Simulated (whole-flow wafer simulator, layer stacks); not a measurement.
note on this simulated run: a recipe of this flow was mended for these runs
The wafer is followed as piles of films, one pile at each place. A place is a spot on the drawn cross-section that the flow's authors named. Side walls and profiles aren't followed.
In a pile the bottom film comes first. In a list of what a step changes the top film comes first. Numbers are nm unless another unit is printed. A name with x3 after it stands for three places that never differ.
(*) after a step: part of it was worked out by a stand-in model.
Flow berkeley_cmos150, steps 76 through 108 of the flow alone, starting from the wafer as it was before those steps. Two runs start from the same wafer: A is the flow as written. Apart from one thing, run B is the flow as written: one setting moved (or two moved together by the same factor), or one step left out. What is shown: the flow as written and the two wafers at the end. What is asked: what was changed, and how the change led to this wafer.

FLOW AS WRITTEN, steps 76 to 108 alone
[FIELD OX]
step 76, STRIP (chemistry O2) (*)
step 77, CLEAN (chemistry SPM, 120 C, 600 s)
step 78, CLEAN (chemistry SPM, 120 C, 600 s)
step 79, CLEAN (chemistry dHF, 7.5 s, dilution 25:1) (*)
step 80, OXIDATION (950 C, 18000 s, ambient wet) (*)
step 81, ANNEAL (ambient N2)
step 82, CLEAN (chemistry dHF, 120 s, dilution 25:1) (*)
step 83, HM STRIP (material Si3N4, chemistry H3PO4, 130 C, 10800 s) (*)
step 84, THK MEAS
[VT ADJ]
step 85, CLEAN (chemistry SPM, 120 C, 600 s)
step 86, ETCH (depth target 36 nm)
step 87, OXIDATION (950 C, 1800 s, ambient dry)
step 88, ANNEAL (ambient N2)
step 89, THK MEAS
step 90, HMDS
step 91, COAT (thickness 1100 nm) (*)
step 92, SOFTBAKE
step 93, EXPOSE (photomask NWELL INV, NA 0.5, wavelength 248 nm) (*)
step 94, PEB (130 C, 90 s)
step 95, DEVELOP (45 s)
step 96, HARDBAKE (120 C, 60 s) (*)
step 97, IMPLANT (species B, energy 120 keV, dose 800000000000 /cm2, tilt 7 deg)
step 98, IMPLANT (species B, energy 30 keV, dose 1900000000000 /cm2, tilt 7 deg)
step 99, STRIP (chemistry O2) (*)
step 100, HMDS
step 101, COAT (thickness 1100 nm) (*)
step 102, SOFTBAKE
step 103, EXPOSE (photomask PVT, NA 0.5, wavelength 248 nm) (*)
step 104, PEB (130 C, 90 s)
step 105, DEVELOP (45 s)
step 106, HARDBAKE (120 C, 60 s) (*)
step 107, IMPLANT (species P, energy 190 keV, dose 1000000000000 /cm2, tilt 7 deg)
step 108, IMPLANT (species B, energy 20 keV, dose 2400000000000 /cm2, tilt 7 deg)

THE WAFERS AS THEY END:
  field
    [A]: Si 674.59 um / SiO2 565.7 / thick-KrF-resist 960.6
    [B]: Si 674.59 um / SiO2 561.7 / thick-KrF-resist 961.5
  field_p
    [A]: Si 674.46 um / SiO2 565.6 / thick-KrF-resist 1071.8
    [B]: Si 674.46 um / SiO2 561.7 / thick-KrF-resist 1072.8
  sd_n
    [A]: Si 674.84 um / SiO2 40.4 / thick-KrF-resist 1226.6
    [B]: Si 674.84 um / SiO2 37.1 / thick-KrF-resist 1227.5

What caused this: step 86, ETCH: depth target 40 nm was run, whereas the flow has depth target 36 nm.

Step by step, how the change led to this:
  step 86, ETCH (depth target 36 nm)
      field, field_p, sd_n: A SiO2 loses 36 | B SiO2 loses 40
  step 87, OXIDATION (950 C, 1800 s, ambient dry)
      sd_n: A SiO2 gains 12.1, Si loses 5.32 | B SiO2 gains 12.9, Si loses 5.66
